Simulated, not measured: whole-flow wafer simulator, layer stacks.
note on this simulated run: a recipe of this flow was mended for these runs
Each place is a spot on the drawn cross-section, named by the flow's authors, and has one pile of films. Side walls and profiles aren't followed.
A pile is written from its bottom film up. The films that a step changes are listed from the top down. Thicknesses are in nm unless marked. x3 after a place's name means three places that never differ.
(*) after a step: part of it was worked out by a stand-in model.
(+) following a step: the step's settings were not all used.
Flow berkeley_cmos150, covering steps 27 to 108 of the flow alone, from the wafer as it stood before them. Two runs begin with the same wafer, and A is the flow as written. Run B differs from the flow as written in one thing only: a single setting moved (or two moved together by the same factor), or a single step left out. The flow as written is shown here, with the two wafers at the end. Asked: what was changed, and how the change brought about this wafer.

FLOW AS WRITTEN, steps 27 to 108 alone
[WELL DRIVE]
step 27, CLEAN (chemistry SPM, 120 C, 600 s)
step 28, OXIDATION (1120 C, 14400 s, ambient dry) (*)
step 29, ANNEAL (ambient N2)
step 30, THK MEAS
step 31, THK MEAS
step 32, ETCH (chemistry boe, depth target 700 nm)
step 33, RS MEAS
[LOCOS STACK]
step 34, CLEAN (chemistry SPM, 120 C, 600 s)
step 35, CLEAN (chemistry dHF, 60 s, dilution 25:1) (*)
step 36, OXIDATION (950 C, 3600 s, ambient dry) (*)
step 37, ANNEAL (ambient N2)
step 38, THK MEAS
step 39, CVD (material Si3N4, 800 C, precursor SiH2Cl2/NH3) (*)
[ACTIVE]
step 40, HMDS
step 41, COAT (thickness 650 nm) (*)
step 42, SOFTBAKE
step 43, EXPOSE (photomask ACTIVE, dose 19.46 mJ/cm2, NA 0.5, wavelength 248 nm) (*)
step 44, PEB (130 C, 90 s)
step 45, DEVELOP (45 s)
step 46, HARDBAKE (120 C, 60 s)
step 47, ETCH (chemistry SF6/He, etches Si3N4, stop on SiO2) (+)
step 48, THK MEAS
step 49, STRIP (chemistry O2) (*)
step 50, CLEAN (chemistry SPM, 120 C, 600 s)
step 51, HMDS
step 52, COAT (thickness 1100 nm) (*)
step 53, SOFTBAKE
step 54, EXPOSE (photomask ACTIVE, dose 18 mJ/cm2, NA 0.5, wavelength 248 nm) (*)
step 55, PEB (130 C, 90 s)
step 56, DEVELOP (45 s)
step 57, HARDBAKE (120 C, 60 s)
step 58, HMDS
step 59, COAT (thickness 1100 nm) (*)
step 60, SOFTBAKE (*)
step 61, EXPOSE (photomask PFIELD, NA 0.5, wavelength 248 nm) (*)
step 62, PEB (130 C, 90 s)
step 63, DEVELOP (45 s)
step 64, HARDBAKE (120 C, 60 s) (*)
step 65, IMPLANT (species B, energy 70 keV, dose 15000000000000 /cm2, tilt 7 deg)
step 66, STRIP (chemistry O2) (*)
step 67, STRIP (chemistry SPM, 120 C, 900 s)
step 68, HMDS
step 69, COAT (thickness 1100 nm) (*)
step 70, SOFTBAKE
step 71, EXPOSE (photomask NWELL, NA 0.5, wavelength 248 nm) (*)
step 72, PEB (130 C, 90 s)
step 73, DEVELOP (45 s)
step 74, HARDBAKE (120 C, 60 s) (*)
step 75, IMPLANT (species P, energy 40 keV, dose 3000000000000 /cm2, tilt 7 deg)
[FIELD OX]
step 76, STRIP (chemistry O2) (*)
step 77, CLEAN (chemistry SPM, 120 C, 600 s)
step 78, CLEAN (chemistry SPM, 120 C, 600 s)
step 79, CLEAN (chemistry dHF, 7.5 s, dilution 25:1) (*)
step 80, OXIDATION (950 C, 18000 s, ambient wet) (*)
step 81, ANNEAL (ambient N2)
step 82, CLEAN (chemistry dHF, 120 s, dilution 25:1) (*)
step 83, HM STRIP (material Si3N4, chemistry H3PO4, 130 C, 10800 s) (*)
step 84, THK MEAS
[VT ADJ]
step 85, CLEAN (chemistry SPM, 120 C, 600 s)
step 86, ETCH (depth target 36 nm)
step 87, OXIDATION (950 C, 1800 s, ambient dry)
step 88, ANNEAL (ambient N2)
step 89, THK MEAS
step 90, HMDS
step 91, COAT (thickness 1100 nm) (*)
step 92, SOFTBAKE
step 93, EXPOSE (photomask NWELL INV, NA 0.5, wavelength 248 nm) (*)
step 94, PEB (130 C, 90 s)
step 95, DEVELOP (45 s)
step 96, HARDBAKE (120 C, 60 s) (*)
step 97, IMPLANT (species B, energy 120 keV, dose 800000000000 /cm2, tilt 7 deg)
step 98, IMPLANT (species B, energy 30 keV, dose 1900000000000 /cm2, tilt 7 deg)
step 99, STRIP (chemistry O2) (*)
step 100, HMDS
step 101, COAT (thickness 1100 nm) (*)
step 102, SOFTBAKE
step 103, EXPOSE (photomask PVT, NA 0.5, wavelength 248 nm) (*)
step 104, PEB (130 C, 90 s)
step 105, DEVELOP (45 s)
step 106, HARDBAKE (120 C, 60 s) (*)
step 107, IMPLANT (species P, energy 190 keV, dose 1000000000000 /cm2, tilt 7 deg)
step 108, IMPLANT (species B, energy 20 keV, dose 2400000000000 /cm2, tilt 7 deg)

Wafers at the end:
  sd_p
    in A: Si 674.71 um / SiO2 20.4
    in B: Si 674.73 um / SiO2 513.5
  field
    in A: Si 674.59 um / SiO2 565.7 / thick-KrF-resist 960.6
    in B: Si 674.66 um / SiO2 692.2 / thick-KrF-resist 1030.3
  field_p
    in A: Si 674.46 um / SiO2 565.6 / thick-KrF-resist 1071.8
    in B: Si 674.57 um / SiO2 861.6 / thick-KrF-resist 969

What caused this: step 32, ETCH: chemistry boe, depth target 700 nm, was skipped.

How this came from the change, step by step:
  step 34, CLEAN (chemistry SPM, 120 C, 600 s)
      field, field_p, sd_n, gate_n, sd_p, gate_p, contact, m1: A chemical SiO2 gains 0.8 (new film), Si loses 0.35 | B nothing
  step 35, CLEAN (chemistry dHF, 60 s, dilution 25:1) (*)
      field, field_p, sd_n, gate_n, sd_p, gate_p, contact, m1: A chemical SiO2 loses 0.8 (all of it) | B SiO2 loses 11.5
  step 36, OXIDATION (950 C, 3600 s, ambient dry) (*)
      field, sd_n, gate_n, contact, m1: A SiO2 gains 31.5 (new film), Si loses 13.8 | B SiO2 gains 7.87, Si loses 3.46
      field_p, sd_p, gate_p: A SiO2 gains 31.5 (new film), Si loses 13.8 | B SiO2 gains 4.83, Si loses 2.13
  step 41, COAT (thickness 650 nm) (*)
      field: A KrF-resist gains 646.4 (new film) | B KrF-resist gains 682.3 (new film)
      field_p: A KrF-resist gains 715.2 (new film) | B KrF-resist gains 588.2 (new film)
      (and at 4 other places as well)
  step 45, DEVELOP (45 s)
      field: A KrF-resist loses 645 (all of it) | B KrF-resist loses 680.8 (all of it)
      field_p: A KrF-resist loses 713.6 (all of it) | B KrF-resist loses 586.9 (all of it)
  step 46, HARDBAKE (120 C, 60 s)
      sd_n: A KrF-resist loses 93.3 | B KrF-resist loses 98.1
      sd_p: A KrF-resist loses 102.4 | B KrF-resist loses 89.3
      (and at 2 other places as well)
  step 49, STRIP (chemistry O2) (*)
      sd_n: A KrF-resist loses 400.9 (all of it) | B KrF-resist loses 427.8 (all of it)
      gate_n: A KrF-resist loses 409.3 (all of it) | B KrF-resist loses 419.6 (all of it)
      (and at 3 other places as well)
  step 52, COAT (thickness 1100 nm) (*)
      field: A thick-KrF-resist gains 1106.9 (new film) | B thick-KrF-resist gains 1165.2 (new film)
      field_p: A thick-KrF-resist gains 1219.5 (new film) | B thick-KrF-resist gains 1057.3 (new film)
      (and at 3 other places as well)
  step 56, DEVELOP (45 s)
      field: A thick-KrF-resist loses 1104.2 (all of it) | B thick-KrF-resist loses 1162.3 (all of it)
      field_p: A thick-KrF-resist loses 1216.4 (all of it) | B thick-KrF-resist loses 1054.8 (all of it)
  step 57, HARDBAKE (120 C, 60 s)
      sd_n: A thick-KrF-resist loses 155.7 | B thick-KrF-resist loses 161
      sd_p: A thick-KrF-resist loses 169.9 | B thick-KrF-resist loses 149.5
      (and at 1 other place as well)
  step 59, COAT (thickness 1100 nm) (*)
      field: A thick-KrF-resist gains 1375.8 (new film) | B thick-KrF-resist gains 1426.2 (new film)
      field_p: A thick-KrF-resist gains 1495 (new film) | B thick-KrF-resist gains 1317 (new film)
      (and at 2 other places as well)
  step 62, PEB (130 C, 90 s)
      field_p: A thick-KrF-resist loses 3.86 | B thick-KrF-resist loses 3.32
  step 63, DEVELOP (45 s)
      field: A thick-KrF-resist loses 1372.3 (all of it) | B thick-KrF-resist loses 1422.5 (all of it)
  step 66, STRIP (chemistry O2) (*)
      field_p: A thick-KrF-resist loses 1477.9 (all of it) | B thick-KrF-resist loses 1300.4 (all of it)
      sd_n: A thick-KrF-resist loses 1395.2 (all of it) | B thick-KrF-resist loses 1427.8 (all of it)
      (and at 2 other places as well)
  step 69, COAT (thickness 1100 nm) (*)
      field: A thick-KrF-resist gains 1106.9 (new film) | B thick-KrF-resist gains 1165.2 (new film)
      field_p: A thick-KrF-resist gains 1219.5 (new film) | B thick-KrF-resist gains 1057.3 (new film)
      (and at 3 other places as well)
  step 73, DEVELOP (45 s)
      field_p: A thick-KrF-resist loses 1216.4 (all of it) | B thick-KrF-resist loses 1054.8 (all of it)
      sd_p: A thick-KrF-resist loses 1108.9 (all of it) | B thick-KrF-resist loses 976.9 (all of it)
      (and at 1 other place as well)
  ... 10 further steps ...
  step 105, DEVELOP (45 s)
      sd_p: A thick-KrF-resist loses 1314 (all of it) | B thick-KrF-resist loses 1145.4 (all of it)
      gate_p: A thick-KrF-resist loses 1288.3 (all of it) | B thick-KrF-resist loses 1134.2 (all of it)
